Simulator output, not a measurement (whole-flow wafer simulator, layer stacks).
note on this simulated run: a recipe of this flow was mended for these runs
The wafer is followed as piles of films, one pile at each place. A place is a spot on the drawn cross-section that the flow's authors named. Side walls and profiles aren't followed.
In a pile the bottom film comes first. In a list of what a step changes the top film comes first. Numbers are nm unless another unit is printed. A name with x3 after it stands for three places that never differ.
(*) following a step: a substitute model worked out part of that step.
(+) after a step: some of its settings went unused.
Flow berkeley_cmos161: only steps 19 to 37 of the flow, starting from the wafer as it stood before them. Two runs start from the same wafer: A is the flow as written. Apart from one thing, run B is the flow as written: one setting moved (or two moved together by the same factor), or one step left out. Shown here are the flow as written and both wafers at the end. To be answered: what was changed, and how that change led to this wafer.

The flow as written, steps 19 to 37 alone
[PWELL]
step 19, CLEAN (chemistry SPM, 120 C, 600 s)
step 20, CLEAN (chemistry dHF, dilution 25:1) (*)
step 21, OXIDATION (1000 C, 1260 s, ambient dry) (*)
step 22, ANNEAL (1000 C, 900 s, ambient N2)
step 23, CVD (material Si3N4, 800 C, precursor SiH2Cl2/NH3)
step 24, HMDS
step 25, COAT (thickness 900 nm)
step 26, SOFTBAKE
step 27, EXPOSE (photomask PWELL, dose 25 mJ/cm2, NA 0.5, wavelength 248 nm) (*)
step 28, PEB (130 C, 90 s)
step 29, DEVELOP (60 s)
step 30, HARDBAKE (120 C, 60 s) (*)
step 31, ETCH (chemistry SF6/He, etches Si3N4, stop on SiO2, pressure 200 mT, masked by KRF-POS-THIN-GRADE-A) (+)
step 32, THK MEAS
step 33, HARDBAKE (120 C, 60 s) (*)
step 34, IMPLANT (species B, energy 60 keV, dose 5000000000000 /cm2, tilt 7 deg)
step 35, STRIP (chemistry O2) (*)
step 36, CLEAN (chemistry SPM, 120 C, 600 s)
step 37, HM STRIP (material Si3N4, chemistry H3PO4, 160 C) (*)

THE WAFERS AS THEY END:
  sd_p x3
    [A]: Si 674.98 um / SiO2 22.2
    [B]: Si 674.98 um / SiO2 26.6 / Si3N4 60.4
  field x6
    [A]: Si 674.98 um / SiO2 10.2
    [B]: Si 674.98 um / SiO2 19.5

The reason: step 37, HM STRIP: 139 C was run, whereas the flow has 160 C.

Step by step, how the change led to this:
  step 37, HM STRIP (material Si3N4, chemistry H3PO4, 160 C) (*)
      sd_p x3: A -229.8 Si3N4 (all of it), -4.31 SiO2 | B -169.4 Si3N4
      field x6: A -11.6 SiO2 | B -2.26 SiO2
